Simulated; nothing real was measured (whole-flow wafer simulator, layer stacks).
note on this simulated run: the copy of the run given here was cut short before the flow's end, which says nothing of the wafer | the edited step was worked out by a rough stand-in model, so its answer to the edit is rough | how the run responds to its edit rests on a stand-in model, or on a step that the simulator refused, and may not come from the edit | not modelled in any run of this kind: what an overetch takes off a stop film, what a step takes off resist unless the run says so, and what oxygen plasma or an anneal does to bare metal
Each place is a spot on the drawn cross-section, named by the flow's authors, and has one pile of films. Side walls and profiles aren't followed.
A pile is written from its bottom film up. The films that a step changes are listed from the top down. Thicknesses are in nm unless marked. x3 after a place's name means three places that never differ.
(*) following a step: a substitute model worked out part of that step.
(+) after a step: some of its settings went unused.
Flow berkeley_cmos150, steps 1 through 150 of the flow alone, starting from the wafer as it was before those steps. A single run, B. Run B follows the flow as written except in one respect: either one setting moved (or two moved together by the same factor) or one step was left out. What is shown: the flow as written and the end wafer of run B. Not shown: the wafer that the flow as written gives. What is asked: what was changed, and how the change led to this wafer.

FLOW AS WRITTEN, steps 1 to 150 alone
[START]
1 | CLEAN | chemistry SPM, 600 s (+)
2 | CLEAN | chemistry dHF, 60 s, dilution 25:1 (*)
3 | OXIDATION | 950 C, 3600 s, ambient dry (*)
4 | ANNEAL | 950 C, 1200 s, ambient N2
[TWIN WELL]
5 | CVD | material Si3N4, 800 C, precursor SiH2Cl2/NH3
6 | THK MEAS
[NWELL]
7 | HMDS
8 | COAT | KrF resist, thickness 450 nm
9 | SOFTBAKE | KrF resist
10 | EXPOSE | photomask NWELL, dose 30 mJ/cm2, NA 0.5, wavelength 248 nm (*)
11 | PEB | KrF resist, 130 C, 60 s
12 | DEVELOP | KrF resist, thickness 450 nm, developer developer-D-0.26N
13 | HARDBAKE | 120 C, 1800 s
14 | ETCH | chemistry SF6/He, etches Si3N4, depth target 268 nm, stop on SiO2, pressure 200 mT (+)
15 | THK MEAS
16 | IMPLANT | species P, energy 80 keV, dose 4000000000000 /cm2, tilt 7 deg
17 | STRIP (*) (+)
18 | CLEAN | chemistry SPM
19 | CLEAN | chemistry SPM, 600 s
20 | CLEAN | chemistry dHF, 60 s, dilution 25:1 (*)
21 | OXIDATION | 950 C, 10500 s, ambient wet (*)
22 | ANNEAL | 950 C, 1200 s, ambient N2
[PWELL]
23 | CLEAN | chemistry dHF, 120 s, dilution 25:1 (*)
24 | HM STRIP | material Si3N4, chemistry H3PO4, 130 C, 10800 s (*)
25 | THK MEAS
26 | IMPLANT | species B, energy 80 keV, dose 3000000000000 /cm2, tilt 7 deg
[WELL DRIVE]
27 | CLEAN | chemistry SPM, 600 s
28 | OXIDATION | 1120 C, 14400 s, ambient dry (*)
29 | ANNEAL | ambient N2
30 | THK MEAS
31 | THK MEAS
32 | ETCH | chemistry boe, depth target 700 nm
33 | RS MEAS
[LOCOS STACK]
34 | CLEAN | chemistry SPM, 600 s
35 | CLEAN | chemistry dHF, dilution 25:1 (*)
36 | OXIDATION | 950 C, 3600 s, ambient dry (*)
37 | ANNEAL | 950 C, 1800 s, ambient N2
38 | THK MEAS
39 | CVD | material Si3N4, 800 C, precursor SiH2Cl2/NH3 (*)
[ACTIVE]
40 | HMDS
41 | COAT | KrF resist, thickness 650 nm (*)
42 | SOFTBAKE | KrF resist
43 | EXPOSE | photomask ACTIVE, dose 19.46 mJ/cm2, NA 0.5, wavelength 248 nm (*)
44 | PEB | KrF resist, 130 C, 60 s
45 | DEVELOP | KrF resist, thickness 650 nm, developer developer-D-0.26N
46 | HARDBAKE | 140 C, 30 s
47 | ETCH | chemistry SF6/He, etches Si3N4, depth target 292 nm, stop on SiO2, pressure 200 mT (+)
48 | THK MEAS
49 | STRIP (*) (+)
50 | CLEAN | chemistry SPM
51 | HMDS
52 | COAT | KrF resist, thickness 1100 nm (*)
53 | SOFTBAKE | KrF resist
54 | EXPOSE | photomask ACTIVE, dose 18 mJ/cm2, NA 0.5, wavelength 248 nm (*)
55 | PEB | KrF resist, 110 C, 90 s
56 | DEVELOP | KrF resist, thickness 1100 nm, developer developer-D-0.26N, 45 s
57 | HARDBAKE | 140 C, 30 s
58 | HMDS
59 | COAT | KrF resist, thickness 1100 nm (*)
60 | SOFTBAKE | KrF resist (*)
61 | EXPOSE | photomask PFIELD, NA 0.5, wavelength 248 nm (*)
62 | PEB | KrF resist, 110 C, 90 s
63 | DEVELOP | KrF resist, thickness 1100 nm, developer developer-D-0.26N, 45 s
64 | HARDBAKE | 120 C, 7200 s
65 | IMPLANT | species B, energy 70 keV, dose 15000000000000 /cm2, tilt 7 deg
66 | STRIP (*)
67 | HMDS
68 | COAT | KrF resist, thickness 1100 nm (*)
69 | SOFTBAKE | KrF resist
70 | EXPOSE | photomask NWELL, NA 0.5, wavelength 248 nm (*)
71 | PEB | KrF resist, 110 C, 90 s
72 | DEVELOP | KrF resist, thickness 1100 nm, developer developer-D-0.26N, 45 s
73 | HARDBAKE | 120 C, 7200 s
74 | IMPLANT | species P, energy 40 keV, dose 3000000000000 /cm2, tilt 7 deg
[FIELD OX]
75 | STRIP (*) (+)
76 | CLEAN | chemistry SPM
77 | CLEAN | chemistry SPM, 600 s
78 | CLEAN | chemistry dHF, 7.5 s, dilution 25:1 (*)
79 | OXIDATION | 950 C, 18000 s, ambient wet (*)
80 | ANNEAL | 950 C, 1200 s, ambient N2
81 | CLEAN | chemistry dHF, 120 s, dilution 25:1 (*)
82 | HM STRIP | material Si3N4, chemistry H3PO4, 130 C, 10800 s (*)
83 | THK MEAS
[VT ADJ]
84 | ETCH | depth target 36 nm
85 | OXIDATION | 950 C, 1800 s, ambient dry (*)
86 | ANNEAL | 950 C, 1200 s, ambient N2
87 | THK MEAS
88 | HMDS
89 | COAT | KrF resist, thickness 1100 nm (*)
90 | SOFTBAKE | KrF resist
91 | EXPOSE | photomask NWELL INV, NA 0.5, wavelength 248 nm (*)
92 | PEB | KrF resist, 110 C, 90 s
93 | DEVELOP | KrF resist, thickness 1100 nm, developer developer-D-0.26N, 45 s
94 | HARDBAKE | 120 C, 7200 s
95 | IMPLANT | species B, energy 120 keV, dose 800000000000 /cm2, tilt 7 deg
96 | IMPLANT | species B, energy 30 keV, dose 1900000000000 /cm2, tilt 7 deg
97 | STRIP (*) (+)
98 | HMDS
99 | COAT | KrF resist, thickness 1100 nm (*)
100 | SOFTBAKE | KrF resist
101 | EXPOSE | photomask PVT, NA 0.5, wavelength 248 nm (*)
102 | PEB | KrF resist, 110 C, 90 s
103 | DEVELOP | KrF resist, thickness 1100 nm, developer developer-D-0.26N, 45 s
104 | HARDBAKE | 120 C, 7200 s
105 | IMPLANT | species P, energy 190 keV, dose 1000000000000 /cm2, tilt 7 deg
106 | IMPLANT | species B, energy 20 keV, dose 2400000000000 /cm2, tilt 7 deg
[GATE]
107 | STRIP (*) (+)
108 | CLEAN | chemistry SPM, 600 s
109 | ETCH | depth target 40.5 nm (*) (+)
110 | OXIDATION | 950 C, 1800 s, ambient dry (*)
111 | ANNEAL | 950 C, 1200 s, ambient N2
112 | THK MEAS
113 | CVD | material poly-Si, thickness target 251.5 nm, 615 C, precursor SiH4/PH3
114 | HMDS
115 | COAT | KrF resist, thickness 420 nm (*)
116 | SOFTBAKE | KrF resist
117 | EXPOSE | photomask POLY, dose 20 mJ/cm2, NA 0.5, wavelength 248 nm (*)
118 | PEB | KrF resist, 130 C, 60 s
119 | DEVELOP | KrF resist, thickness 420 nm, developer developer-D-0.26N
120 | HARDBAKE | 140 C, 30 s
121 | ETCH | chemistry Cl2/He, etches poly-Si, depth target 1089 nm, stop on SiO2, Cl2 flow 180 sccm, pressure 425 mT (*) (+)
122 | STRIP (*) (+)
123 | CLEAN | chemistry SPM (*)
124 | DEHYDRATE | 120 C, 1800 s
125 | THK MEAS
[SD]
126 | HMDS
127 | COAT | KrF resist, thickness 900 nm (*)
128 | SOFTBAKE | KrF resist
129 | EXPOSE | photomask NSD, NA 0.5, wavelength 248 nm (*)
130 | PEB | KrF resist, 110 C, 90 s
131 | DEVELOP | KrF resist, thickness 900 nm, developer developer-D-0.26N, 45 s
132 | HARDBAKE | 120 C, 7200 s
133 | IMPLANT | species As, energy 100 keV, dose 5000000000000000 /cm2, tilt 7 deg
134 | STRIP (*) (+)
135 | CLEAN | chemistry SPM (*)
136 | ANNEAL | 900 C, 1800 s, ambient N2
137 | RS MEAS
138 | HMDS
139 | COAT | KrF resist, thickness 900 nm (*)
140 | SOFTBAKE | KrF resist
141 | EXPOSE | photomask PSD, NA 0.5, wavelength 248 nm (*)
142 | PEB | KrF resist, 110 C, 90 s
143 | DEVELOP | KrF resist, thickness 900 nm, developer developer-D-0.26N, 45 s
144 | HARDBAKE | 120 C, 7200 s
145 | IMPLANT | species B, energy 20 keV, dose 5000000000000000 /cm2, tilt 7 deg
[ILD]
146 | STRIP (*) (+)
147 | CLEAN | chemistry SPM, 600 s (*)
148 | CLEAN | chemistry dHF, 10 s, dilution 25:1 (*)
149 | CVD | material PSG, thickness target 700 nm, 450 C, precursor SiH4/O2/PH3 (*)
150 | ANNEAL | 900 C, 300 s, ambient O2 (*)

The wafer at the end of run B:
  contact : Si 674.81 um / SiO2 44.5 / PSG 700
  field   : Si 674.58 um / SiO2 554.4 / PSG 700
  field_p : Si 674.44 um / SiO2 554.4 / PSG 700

The reason: step 36, OXIDATION: 1092 C was run, though the flow has 950 C.

The path from the change to this, step by step:
  36 | OXIDATION | 950 C, 3600 s, ambient dry (*)
      field, field_p, sd_n, gate_n, sd_p, gate_p, contact, m1: SiO2 gains 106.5 (new film), Si loses 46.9 (as written it would have been: SiO2 gains 31.5 (new film), Si loses 13.8)
  41 | COAT | KrF resist, thickness 650 nm (*)
      field: KrF resist gains 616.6 (new film) (as written it would have been: KrF resist gains 646.4 (new film))
  45 | DEVELOP | KrF resist, thickness 650 nm, developer developer-D-0.26N
      field: KrF resist loses 615.7 (all of it) (as written it would have been: KrF resist loses 645.4 (all of it))
  79 | OXIDATION | 950 C, 18000 s, ambient wet (*)
      sd_n: SiO2 gains 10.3 (new film), Si3N4 loses 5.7 (as written it would have been: SiO2 gains 10.3 (new film), Si3N4 loses 5.7, SiO2 gains 34.7, Si loses 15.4)
      field: SiO2 gains 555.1, Si loses 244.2 (as written it would have been: SiO2 gains 598.1, Si loses 263.1)
      (and at 1 other place as well)
  84 | ETCH | depth target 36 nm
      gate_n, sd_p, gate_p, contact, m1: SiO2 loses 36 (as written it would have been: SiO2 loses 29.6 (all of it))
  85 | OXIDATION | 950 C, 1800 s, ambient dry (*)
      gate_n, sd_p, gate_p, contact, m1: SiO2 gains 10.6, Si loses 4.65 (as written it would have been: SiO2 gains 20.4 (new film), Si loses 8.98)
      sd_n: SiO2 gains 10.6, Si loses 4.65 (as written it would have been: SiO2 gains 12.2, Si loses 5.35)
  109 | ETCH | depth target 40.5 nm (*) (+)
      gate_n, sd_p, gate_p, contact, m1: SiO2 loses 40.5 (as written it would have been: SiO2 loses 20.4 (all of it))
      sd_n: SiO2 loses 40.5 (as written it would have been: SiO2 loses 40.4 (all of it))
  110 | OXIDATION | 950 C, 1800 s, ambient dry (*)
      sd_n, gate_n, sd_p, gate_p, contact, m1: SiO2 gains 10.9, Si loses 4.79 (as written it would have been: SiO2 gains 20.4 (new film), Si loses 8.98)
  122 | STRIP (*) (+)
      gate_n: chemical SiO2 gains 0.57 (new film), KrF resist loses 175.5 (all of it), poly-Si loses 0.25 (as written it would have been: chemical SiO2 gains 0.57 (new film), KrF resist loses 169.8 (all of it), poly-Si loses 0.25)
